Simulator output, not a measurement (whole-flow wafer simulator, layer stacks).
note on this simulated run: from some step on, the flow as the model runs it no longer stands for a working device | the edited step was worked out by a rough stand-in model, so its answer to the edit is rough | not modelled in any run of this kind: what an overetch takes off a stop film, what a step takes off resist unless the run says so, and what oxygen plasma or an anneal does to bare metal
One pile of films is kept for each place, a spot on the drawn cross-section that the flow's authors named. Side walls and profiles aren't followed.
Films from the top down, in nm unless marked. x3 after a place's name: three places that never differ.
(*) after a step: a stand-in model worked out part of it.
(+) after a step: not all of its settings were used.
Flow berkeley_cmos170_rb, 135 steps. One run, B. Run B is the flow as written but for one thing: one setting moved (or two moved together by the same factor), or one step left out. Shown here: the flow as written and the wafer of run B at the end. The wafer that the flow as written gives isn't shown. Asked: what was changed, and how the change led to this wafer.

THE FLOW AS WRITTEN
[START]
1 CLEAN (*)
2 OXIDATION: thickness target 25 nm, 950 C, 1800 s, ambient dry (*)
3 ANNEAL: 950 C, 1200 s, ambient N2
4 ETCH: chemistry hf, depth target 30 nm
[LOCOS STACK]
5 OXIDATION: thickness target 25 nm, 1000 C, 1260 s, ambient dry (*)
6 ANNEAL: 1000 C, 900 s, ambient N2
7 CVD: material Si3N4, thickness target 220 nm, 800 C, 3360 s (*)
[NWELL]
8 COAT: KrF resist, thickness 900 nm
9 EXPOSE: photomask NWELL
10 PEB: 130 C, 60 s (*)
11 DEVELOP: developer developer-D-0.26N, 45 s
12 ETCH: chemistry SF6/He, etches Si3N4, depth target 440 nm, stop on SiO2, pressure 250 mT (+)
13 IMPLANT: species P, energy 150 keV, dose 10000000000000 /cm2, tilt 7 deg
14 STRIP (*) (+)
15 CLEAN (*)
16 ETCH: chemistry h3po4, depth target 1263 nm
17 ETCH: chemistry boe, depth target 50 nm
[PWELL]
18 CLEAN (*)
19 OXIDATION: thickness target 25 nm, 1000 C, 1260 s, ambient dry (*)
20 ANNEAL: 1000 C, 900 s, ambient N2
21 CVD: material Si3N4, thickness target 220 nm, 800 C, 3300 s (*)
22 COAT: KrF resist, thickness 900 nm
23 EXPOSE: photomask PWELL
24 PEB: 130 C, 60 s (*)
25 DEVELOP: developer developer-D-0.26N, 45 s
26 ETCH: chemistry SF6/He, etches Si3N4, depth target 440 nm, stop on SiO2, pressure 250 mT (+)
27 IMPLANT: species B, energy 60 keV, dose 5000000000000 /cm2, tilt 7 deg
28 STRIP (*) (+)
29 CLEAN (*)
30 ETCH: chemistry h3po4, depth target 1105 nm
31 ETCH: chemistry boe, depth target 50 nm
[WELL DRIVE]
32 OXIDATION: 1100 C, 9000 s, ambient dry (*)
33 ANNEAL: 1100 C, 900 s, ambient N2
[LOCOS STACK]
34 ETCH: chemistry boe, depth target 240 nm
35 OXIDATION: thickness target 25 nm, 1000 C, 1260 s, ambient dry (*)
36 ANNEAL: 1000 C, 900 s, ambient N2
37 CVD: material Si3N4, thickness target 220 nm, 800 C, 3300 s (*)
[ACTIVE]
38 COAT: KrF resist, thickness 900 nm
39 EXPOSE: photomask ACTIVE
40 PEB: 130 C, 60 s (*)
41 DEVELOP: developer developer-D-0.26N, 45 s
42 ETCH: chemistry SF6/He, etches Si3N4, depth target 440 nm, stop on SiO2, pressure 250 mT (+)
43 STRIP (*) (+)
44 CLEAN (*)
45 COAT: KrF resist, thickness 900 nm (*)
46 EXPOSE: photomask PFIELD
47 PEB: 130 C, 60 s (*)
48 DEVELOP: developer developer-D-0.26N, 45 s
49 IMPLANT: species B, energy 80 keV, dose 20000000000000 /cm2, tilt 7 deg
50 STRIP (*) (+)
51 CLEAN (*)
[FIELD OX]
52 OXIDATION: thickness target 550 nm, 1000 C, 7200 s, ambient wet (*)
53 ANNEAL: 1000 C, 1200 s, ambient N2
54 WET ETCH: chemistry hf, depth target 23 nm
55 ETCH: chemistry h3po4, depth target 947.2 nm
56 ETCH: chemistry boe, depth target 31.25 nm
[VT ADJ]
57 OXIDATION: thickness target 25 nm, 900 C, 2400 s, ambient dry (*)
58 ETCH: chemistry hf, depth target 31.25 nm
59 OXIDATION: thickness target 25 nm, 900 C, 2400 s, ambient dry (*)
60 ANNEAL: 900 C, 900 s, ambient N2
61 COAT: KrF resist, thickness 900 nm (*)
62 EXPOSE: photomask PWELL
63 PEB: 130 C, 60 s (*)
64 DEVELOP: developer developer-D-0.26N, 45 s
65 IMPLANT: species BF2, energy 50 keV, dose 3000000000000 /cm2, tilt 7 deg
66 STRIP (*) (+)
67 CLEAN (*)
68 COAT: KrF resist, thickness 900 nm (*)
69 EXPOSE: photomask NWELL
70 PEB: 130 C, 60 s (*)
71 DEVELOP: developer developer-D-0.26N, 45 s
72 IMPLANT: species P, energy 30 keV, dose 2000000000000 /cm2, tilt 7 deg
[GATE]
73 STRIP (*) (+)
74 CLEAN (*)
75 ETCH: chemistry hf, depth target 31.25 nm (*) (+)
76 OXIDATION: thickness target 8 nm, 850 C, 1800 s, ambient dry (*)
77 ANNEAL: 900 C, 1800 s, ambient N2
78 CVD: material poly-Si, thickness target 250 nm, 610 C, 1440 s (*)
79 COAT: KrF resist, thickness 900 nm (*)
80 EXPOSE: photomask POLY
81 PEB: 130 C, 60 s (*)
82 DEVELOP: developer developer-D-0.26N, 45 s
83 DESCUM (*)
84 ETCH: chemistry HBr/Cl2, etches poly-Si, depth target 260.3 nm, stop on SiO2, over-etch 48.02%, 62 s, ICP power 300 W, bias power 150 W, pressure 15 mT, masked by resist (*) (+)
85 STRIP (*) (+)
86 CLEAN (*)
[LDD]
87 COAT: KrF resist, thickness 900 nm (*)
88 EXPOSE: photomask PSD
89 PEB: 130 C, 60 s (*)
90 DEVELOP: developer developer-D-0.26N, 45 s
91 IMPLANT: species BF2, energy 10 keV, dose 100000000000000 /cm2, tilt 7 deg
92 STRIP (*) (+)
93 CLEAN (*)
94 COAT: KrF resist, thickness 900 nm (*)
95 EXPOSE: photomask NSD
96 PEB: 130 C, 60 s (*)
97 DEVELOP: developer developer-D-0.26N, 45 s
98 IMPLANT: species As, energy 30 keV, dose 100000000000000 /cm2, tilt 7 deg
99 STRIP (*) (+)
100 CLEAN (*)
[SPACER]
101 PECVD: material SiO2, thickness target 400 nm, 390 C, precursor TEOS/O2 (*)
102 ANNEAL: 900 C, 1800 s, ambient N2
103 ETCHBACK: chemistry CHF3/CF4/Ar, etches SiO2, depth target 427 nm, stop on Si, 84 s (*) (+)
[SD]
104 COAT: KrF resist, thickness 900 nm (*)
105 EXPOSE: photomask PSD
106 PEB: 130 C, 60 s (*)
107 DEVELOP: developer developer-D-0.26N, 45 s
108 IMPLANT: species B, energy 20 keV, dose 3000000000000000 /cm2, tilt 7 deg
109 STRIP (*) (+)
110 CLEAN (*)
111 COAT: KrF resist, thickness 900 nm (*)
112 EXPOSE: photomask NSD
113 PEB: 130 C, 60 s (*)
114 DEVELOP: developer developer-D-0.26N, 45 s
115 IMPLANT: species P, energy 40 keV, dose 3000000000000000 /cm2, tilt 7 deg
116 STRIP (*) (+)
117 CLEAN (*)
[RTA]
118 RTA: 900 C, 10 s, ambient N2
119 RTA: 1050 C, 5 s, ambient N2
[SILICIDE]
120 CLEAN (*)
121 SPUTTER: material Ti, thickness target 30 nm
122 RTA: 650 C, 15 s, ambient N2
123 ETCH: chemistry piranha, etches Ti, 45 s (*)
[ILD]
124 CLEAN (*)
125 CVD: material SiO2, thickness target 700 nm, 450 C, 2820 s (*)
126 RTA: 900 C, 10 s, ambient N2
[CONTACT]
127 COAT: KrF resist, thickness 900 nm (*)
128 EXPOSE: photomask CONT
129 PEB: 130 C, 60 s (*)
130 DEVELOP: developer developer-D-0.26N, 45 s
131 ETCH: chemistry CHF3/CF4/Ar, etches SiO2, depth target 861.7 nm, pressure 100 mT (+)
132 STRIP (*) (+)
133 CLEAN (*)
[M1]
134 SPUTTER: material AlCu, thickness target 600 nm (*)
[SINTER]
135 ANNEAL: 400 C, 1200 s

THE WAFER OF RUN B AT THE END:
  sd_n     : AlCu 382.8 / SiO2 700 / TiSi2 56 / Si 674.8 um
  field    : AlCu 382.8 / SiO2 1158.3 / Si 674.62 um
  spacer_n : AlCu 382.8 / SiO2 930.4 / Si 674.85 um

The cause: step 134, SPUTTER: thickness target 382.8 nm was run, where the flow has thickness target 600 nm.
It can be read off the wafer: sd_n has AlCu 382.8, and step 134 as written asks for 600 nm.

How the change led to this, step by step:
  134 SPUTTER: material AlCu, thickness target 600 nm (*)
      field, sd_n, spacer_n, gate, spacer_p, gate_p, m1: AlCu +382.8 (new film) (as written it would be: AlCu +600 (new film))
      sd_p: AlCu +342.4 (new film) (as written it would be: AlCu +545.9 (new film))
      (and at 1 more place)
